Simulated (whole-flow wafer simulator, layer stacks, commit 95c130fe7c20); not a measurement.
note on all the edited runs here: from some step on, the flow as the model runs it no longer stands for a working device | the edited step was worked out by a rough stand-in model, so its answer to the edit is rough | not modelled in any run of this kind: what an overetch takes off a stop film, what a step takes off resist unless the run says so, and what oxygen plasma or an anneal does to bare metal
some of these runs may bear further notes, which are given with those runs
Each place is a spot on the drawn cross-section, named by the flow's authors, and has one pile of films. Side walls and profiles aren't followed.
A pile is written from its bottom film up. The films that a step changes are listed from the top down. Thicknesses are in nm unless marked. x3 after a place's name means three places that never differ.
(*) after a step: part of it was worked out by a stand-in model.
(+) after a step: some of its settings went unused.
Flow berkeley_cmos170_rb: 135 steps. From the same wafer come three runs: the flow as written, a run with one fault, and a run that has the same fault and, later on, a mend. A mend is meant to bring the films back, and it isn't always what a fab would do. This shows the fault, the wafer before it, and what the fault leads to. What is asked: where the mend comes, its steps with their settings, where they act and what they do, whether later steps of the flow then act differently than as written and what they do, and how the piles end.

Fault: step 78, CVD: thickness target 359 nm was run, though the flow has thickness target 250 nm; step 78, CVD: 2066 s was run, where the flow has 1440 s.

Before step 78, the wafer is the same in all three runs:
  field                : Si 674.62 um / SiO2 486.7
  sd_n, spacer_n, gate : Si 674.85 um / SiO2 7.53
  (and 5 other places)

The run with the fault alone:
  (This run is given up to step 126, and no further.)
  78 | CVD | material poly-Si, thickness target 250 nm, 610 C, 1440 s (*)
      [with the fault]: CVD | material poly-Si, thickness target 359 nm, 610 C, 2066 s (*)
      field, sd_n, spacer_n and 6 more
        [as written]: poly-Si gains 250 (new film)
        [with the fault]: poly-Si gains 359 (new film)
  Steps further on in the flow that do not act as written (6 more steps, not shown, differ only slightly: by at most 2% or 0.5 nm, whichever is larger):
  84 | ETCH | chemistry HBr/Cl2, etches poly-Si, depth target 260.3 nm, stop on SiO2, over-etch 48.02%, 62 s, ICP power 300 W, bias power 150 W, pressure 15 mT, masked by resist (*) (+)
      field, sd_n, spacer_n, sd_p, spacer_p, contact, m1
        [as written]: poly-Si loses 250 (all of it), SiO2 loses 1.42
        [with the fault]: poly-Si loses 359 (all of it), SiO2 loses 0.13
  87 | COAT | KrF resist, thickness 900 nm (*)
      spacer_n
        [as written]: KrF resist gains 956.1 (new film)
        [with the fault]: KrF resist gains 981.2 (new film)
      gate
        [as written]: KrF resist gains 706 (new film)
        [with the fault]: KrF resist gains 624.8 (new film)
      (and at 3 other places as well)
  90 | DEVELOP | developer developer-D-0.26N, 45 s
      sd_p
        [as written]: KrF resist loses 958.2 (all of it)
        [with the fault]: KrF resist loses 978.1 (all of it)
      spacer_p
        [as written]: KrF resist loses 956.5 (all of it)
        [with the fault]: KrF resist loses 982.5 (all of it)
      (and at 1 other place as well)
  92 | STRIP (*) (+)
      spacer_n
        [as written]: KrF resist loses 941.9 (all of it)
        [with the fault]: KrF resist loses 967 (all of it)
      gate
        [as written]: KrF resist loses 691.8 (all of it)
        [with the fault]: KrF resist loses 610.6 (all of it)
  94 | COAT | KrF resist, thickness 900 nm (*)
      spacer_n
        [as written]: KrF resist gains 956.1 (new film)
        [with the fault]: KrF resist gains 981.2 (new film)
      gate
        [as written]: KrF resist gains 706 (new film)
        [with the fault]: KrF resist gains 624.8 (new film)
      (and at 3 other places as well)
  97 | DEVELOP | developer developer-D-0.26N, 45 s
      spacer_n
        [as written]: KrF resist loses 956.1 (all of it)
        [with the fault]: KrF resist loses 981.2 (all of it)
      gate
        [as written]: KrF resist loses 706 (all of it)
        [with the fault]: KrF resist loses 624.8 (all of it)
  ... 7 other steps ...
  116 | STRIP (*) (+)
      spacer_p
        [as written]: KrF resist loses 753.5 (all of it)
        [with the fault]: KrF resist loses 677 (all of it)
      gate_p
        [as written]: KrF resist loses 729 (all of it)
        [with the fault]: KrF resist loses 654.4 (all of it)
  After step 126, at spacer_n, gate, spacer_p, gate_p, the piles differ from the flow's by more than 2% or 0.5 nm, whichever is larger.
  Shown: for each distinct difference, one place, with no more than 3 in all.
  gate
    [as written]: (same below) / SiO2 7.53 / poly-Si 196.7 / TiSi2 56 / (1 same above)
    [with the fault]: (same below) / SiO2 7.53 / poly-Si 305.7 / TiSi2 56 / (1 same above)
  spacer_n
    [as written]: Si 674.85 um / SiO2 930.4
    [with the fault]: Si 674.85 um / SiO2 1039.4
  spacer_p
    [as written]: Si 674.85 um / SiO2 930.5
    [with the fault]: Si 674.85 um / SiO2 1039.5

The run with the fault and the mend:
  The mend stands after step 78.
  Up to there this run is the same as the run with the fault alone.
  78a | ETCH | chemistry tmah, depth target 109 nm
      field, sd_n, spacer_n and 6 more
        poly-Si loses 109
  Later steps of the flow that are run all act as written at every place that is followed.
  At every place that both follow, the piles at the end match the flow's.
